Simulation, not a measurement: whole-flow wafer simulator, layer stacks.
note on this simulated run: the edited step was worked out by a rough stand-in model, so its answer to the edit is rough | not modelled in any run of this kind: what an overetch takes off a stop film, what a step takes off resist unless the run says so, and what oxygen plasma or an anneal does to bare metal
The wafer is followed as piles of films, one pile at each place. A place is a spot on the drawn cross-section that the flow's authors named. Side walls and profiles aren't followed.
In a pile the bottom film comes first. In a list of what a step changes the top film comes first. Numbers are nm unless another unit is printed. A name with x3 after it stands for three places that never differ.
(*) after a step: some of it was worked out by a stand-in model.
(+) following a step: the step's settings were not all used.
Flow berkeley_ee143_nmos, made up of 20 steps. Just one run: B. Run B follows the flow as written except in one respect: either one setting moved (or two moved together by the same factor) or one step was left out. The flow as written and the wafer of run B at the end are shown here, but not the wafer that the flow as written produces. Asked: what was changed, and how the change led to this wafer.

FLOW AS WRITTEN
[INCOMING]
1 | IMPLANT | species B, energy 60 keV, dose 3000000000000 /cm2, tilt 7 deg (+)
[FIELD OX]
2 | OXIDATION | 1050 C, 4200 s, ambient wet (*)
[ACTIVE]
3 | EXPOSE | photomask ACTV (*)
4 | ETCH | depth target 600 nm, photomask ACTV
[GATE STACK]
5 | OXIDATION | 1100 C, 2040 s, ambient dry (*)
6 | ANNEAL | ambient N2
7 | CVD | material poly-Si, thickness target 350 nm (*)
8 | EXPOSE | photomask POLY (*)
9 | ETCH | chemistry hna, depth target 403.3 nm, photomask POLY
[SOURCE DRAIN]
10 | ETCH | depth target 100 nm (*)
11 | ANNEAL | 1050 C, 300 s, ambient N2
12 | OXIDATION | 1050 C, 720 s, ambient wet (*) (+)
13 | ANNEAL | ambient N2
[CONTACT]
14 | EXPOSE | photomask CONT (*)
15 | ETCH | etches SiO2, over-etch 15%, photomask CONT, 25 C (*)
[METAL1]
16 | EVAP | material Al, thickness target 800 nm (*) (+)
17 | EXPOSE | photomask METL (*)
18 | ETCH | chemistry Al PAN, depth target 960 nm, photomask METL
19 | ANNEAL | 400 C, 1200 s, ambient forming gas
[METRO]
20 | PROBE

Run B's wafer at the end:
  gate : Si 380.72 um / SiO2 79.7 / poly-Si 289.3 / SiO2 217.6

Cause: step 7, CVD: thickness target 385 nm was run, while the flow as written has thickness target 350 nm.

The path from the change to this, step by step:
  7 | CVD | material poly-Si, thickness target 350 nm (*)
      gate, sd, contact, field: poly-Si gains 385 (new film) (it would be, as written: poly-Si gains 350 (new film))
  9 | ETCH | chemistry hna, depth target 403.3 nm, photomask POLY
      sd, contact, field: poly-Si loses 385 (all of it) (it would be, as written: poly-Si loses 350 (all of it))
